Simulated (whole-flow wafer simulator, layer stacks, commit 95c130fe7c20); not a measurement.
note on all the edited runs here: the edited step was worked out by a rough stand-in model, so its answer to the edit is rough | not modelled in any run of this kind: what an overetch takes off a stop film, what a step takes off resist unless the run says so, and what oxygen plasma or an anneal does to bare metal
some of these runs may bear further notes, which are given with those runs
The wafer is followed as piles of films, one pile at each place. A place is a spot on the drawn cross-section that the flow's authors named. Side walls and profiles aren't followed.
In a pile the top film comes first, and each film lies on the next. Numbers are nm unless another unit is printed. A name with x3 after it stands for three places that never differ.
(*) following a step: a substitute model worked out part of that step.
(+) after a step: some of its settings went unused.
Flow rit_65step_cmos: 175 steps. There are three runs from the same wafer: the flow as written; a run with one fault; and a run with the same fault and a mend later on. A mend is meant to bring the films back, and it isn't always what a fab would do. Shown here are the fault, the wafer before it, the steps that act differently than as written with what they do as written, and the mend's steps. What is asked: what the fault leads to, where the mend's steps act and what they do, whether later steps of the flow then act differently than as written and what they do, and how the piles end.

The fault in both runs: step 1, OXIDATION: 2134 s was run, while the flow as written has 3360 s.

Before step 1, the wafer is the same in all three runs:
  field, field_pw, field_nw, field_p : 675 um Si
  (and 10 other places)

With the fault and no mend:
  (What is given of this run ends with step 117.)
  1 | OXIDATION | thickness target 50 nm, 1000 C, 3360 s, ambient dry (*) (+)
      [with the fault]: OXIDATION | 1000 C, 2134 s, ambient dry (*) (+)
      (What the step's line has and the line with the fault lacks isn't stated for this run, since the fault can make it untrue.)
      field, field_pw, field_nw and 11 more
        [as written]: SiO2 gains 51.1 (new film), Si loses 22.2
        [with the fault]: SiO2 gains 40.1 (new film), Si loses 17.3
  Steps further on in the flow that do not act as written (35 other steps are not shown; they differ only slightly, by no more than 2% or 0.5 nm, whichever is larger):
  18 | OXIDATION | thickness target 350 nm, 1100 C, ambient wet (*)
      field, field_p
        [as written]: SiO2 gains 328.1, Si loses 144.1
        [with the fault]: SiO2 gains 336.3, Si loses 147.7
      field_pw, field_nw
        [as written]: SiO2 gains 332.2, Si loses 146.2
        [with the fault]: SiO2 gains 340.5, Si loses 149.8
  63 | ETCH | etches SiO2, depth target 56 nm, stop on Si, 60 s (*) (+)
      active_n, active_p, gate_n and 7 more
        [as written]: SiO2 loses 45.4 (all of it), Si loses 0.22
        [with the fault]: SiO2 loses 34.4 (all of it), Si loses 0.44
  Once step 117 is done, the piles differ only a little from the flow's at the places that both follow, at most by 2% or 0.5 nm, whichever is larger.

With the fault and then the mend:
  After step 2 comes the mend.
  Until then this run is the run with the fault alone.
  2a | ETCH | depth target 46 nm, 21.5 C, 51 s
      field, field_pw, field_nw and 11 more
        SiO2 loses 40.1 (all of it)
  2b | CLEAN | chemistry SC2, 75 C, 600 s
      field, field_pw, field_nw and 11 more
        chemical SiO2 gains 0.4 (new film), Si loses 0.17
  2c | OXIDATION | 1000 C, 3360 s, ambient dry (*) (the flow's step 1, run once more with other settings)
      field, field_pw, field_nw and 11 more
        SiO2 gains 51 (new film), chemical SiO2 loses 0.4 (all of it), Si loses 22.3
  Steps further on in the flow that do not act as written (18 other steps are not shown; they differ only slightly, by no more than 2% or 0.5 nm, whichever is larger):
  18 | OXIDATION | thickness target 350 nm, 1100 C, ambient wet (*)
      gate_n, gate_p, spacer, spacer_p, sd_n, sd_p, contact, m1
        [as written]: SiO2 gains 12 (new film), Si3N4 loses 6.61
        [with the mend]: SiO2 gains 12 (new film), Si3N4 loses 6.61, SiO2 gains 0.03
  When the end is reached, the piles differ only a little from the flow's at the places that both follow, at most by 2% or 0.5 nm, whichever is larger.
